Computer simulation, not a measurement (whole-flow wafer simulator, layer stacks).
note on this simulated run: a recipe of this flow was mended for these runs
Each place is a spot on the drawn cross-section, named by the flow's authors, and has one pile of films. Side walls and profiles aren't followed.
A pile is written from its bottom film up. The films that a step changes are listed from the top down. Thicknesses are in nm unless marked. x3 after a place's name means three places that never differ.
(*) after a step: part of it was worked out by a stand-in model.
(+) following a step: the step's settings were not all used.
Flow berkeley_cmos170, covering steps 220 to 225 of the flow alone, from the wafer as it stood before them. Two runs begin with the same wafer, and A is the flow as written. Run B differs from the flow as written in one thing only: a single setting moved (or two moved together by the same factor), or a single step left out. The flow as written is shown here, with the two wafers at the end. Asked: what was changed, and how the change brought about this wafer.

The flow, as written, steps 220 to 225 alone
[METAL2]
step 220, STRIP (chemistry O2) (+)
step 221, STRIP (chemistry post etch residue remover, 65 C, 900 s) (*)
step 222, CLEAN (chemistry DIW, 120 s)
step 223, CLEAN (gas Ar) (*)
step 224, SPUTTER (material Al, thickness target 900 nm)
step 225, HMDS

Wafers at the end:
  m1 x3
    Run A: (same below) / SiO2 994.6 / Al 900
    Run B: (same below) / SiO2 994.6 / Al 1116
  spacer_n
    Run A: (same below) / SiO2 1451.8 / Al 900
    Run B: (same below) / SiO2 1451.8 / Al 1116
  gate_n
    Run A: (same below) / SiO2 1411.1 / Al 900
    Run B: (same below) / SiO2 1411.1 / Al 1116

What caused this: step 224, SPUTTER: thickness target 1116 nm was run, while the flow as written has thickness target 900 nm.
One can read it off the wafer: m1 x3 has Al 1116, and step 224 as written asks for 900 nm.

How this came from the change, step by step:
  step 224, SPUTTER (material Al, thickness target 900 nm)
      field, mark, sd_n and 9 more: A Al gains 900 (new film) | B Al gains 1116 (new film)
      via1: A Al gains 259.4 | B Al gains 286.6
